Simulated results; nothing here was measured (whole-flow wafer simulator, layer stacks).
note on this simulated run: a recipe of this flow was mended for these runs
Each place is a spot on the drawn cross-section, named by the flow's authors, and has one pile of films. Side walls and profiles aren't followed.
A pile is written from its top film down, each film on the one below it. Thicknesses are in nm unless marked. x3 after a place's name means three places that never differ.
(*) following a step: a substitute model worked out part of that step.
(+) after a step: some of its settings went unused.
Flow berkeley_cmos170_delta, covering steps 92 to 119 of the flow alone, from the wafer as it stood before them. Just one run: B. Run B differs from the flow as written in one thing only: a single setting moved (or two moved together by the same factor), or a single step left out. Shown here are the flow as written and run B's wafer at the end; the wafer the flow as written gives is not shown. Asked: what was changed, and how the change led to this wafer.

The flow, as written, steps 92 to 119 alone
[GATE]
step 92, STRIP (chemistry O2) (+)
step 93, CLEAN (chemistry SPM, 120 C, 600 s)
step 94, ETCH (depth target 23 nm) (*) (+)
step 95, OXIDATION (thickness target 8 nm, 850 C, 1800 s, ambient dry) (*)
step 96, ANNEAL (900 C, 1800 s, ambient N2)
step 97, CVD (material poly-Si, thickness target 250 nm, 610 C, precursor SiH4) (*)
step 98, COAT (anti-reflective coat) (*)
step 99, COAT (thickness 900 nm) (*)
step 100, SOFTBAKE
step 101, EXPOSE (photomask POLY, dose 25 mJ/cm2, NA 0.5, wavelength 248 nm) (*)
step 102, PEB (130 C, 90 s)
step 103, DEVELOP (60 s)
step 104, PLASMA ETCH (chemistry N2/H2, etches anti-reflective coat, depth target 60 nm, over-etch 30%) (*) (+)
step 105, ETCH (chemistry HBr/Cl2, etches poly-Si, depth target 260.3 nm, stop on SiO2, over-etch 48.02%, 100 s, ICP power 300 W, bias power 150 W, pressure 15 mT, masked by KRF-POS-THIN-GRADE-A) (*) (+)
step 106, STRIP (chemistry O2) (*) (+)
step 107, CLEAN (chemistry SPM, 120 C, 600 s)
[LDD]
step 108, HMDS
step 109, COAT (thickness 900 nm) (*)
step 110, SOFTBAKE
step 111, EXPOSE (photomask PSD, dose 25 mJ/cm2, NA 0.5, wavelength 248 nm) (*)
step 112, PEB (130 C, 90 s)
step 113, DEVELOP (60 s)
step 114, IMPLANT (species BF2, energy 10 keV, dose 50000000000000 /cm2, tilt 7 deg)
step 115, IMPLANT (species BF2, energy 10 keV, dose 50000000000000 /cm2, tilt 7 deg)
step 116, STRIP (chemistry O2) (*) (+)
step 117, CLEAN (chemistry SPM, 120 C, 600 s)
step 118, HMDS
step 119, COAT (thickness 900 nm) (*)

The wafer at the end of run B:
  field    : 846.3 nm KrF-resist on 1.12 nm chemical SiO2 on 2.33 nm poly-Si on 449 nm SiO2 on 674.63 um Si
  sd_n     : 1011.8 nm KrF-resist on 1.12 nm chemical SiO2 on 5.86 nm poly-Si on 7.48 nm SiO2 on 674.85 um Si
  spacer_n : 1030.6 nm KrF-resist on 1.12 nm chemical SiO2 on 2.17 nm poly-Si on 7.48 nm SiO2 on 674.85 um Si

The reason: step 97, CVD: thickness target 393 nm was run, while the flow as written has thickness target 250 nm.

The path from the change to this, step by step:
  step 97, CVD (material poly-Si, thickness target 250 nm, 610 C, precursor SiH4) (*)
      field, sd_n, spacer_n and 6 more: poly-Si gains 393 (new film) (in the flow as written it would be: poly-Si gains 250 (new film))
  step 98, COAT (anti-reflective coat) (*)
      field: anti-reflective coat gains 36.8 (new film) (in the flow as written it would be: anti-reflective coat gains 35.2 (new film))
      sd_n: anti-reflective coat gains 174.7 (new film) (in the flow as written it would be: anti-reflective coat gains 166.5 (new film))
      (as well as at 2 more places)
  step 104, PLASMA ETCH (chemistry N2/H2, etches anti-reflective coat, depth target 60 nm, over-etch 30%) (*) (+)
      field: anti-reflective coat loses 36.8 (all of it), poly-Si loses 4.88 (in the flow as written it would be: anti-reflective coat loses 35.2 (all of it), poly-Si loses 4.65)
      sd_n: anti-reflective coat loses 174.7 (all of it), poly-Si loses 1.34 (in the flow as written it would be: anti-reflective coat loses 166.5 (all of it), poly-Si loses 1.28)
      (as well as at 2 more places)
  step 105, ETCH (chemistry HBr/Cl2, etches poly-Si, depth target 260.3 nm, stop on SiO2, over-etch 48.02%, 100 s, ICP power 300 W, bias power 150 W, pressure 15 mT, masked by KRF-POS-THIN-GRADE-A) (*) (+)
      field: poly-Si loses 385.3 (in the flow as written it would be: poly-Si loses 245.4 (all of it), SiO2 loses 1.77)
      sd_n: poly-Si loses 385.3 (in the flow as written it would be: poly-Si loses 248.7 (all of it), SiO2 loses 1.52)
      (as well as at 5 more places)
  step 106, STRIP (chemistry O2) (*) (+)
      field, sd_n, spacer_n, sd_p, spacer_p, contact, m1: chemical SiO2 gains 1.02 (new film), poly-Si loses 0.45 (in the flow as written it would be: nothing)
  step 109, COAT (thickness 900 nm) (*)
      spacer_n: KrF-resist gains 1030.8 (new film) (in the flow as written it would be: KrF-resist gains 1008.7 (new film))
      gate: KrF-resist gains 644.7 (new film) (in the flow as written it would be: KrF-resist gains 758.7 (new film))
      (as well as at 2 more places)
  step 113, DEVELOP (60 s)
      spacer_p: KrF-resist loses 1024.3 (all of it) (in the flow as written it would be: KrF-resist loses 1002.9 (all of it))
      gate_p: KrF-resist loses 638.6 (all of it) (in the flow as written it would be: KrF-resist loses 752.9 (all of it))
  step 116, STRIP (chemistry O2) (*) (+)
      spacer_n: KrF-resist loses 1013.5 (all of it), chemical SiO2 gains 0.1, poly-Si loses 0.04 (in the flow as written it would be: KrF-resist loses 991.4 (all of it))
      gate: KrF-resist loses 628.4 (all of it), chemical SiO2 gains 0.17 (in the flow as written it would be: KrF-resist loses 742.2 (all of it), chemical SiO2 gains 0.17)
  step 119, COAT (thickness 900 nm) (*)
      spacer_n: KrF-resist gains 1030.6 (new film) (in the flow as written it would be: KrF-resist gains 1008.1 (new film))
      gate: KrF-resist gains 644.5 (new film) (in the flow as written it would be: KrF-resist gains 758 (new film))
      (as well as at 2 more places)
